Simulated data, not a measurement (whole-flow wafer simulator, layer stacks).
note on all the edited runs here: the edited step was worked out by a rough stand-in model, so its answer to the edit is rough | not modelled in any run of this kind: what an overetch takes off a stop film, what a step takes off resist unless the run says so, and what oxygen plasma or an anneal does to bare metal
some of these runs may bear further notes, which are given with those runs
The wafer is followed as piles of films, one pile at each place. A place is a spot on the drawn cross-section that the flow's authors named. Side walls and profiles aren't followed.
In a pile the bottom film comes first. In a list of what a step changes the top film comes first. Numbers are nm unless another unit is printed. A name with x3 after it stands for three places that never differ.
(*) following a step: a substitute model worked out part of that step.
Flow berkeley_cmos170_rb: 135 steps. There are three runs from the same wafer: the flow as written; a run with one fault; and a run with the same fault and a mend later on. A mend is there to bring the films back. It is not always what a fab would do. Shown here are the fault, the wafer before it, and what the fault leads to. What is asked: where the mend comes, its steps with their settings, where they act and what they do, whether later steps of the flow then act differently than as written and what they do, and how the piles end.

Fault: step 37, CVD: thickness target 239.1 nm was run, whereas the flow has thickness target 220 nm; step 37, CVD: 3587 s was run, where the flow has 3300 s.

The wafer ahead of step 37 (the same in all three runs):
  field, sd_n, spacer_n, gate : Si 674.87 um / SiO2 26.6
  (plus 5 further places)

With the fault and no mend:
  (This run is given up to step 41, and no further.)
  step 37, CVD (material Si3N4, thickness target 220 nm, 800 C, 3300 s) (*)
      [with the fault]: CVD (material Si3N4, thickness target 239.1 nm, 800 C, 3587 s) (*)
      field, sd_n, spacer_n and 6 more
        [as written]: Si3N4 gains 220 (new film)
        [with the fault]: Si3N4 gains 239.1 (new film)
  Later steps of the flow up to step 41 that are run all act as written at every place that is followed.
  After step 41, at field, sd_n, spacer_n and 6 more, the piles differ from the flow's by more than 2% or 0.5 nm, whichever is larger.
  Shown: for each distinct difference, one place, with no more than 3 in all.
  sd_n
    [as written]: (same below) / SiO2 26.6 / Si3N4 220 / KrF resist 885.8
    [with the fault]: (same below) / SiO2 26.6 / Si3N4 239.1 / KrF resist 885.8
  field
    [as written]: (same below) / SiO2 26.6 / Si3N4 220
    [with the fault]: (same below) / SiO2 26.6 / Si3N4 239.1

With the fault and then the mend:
  The mend follows step 37.
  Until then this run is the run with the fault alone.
  step 37a, ETCH (chemistry h3po4, depth target 19.1 nm) (the flow's step 30 again, with other settings)
      field, sd_n, spacer_n and 6 more
        Si3N4 loses 19.1
  Later steps of the flow that are run all act as written at every place that is followed.
  By the end, the piles equal the flow's at every place that both follow.
